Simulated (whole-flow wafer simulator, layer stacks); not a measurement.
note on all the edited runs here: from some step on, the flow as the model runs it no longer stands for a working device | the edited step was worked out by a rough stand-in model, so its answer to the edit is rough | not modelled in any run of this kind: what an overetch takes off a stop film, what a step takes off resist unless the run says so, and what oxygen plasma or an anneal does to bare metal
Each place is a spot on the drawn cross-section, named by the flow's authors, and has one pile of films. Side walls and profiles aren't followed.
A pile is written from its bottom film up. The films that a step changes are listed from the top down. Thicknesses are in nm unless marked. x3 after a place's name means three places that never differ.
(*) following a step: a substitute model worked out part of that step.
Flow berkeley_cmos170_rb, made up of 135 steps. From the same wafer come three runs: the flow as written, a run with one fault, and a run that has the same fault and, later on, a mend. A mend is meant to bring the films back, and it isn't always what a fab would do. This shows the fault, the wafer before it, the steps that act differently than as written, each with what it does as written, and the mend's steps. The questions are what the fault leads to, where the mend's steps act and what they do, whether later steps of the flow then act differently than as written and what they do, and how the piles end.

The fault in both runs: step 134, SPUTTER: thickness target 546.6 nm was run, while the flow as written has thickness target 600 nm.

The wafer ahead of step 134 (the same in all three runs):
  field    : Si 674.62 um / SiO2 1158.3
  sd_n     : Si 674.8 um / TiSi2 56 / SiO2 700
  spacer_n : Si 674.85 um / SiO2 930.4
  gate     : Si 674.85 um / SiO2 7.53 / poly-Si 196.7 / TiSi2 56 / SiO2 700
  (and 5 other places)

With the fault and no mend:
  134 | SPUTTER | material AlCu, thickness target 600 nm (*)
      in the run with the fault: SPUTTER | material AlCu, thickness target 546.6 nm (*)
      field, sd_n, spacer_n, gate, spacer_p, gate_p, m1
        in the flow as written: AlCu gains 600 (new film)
        in the run with the fault: AlCu gains 546.6 (new film)
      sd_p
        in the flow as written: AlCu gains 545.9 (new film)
        in the run with the fault: AlCu gains 495 (new film)
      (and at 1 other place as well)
  Later steps of the flow that are run all act as written at every place that is followed.
  By the end, the piles at field, sd_n, spacer_n and 6 more depart from the flow's by more than 2% or 0.5 nm, whichever is larger.
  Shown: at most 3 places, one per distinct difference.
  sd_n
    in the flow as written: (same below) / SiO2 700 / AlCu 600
    in the run with the fault: (same below) / SiO2 700 / AlCu 546.6
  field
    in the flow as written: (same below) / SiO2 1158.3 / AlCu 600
    in the run with the fault: (same below) / SiO2 1158.3 / AlCu 546.6
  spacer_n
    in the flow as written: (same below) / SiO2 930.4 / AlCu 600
    in the run with the fault: (same below) / SiO2 930.4 / AlCu 546.6

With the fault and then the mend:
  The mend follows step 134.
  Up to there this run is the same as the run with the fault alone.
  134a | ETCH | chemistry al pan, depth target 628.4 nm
      field, sd_n, spacer_n, gate, spacer_p, gate_p, m1
        AlCu loses 546.6 (all of it)
      sd_p
        AlCu loses 495 (all of it)
      contact
        AlCu loses 379.7 (all of it)
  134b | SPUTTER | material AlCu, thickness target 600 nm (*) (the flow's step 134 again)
      field, sd_n, spacer_n, gate, spacer_p, gate_p, m1
        AlCu gains 600 (new film)
      sd_p
        AlCu gains 545.9 (new film)
      contact
        AlCu gains 415.1 (new film)
  Later steps of the flow that are run all act as written at every place that is followed.
  By the end, the piles equal the flow's at every place that both follow.
